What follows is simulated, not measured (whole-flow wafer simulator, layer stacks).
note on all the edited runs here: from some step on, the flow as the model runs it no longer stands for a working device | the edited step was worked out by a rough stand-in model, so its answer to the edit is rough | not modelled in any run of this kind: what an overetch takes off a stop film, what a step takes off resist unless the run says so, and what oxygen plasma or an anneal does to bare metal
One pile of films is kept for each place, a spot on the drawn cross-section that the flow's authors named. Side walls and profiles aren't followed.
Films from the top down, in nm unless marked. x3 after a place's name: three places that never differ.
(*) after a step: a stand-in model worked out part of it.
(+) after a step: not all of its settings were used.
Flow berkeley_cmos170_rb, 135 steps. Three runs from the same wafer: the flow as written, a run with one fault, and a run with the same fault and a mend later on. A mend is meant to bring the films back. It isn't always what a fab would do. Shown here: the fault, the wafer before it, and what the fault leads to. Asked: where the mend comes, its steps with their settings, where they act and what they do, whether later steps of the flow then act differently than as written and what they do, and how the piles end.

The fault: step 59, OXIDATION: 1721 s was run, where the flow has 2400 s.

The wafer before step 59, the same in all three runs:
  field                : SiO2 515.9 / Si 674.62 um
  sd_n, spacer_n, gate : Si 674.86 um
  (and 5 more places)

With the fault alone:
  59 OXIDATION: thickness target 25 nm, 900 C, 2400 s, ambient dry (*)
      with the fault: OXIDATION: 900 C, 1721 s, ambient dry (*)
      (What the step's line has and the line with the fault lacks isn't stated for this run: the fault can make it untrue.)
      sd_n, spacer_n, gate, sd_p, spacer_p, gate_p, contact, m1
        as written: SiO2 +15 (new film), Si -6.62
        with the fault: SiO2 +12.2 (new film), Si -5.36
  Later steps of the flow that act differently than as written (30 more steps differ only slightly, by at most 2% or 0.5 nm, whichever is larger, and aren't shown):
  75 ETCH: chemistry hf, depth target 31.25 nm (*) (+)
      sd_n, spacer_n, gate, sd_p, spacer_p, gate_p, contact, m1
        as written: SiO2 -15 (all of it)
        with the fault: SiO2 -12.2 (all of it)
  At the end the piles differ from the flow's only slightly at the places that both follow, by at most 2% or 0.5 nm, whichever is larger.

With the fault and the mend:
  The mend comes after step 60.
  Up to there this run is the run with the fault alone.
  60a OXIDATION: 900 C, 671 s, ambient dry (*) (the flow's step 59 once more, with other settings)
      sd_n, spacer_n, gate, sd_p, spacer_p, gate_p, contact, m1
        SiO2 +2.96, Si -1.3
      field
        SiO2 +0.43, Si -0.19
  No later step of the flow acts differently than as written, at any place that is followed, by more than 2% or 0.5 nm, whichever is larger.
  At the end the piles differ from the flow's only slightly at the places that both follow, by at most 2% or 0.5 nm, whichever is larger.
